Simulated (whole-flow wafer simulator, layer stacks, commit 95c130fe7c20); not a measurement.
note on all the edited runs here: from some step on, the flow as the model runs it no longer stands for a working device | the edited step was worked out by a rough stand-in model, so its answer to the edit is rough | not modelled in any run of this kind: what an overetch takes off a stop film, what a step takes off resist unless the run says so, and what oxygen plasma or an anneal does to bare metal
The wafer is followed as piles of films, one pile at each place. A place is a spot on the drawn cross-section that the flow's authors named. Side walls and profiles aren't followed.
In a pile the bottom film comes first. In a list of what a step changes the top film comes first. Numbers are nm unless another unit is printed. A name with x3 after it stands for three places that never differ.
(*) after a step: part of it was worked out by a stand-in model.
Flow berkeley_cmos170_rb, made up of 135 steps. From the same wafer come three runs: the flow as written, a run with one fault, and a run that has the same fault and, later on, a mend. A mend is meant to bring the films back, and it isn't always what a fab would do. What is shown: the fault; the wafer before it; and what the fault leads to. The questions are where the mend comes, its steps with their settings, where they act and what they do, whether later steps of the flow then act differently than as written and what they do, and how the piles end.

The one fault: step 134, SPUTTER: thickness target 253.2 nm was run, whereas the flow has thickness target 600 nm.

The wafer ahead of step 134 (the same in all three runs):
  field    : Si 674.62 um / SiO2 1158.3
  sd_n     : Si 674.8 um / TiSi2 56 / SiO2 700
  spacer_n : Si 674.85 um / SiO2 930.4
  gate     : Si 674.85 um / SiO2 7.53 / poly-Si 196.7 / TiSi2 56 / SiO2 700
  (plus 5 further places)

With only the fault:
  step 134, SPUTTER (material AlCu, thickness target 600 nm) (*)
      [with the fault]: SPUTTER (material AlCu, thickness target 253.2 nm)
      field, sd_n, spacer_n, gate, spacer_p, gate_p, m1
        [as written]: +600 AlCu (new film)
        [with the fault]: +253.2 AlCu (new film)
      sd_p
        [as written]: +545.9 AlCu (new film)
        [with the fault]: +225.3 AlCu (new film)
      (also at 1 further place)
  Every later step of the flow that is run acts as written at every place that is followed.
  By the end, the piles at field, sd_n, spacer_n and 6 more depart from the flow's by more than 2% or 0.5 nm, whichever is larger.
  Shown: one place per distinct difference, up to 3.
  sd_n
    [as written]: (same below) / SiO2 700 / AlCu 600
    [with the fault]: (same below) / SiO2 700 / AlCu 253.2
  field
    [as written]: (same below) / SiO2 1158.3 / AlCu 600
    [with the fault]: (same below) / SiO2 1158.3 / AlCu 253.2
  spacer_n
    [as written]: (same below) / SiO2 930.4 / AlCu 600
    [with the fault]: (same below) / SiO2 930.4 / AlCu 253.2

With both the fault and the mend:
  The mend stands after step 134.
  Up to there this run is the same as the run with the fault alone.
  step 134a, ETCH (chemistry al pan, depth target 291 nm)
      field, sd_n, spacer_n, gate, spacer_p, gate_p, m1
        -253.2 AlCu (all of it)
      sd_p
        -225.3 AlCu (all of it)
      contact
        -179.5 AlCu (all of it)
  step 134b, SPUTTER (material AlCu, thickness target 600 nm) (*) (the flow's step 134, run once more)
      field, sd_n, spacer_n, gate, spacer_p, gate_p, m1
        +600 AlCu (new film)
      sd_p
        +545.9 AlCu (new film)
      contact
        +415.1 AlCu (new film)
  Every later step of the flow that is run acts as written at every place that is followed.
  At every place that both follow, the piles at the end match the flow's.
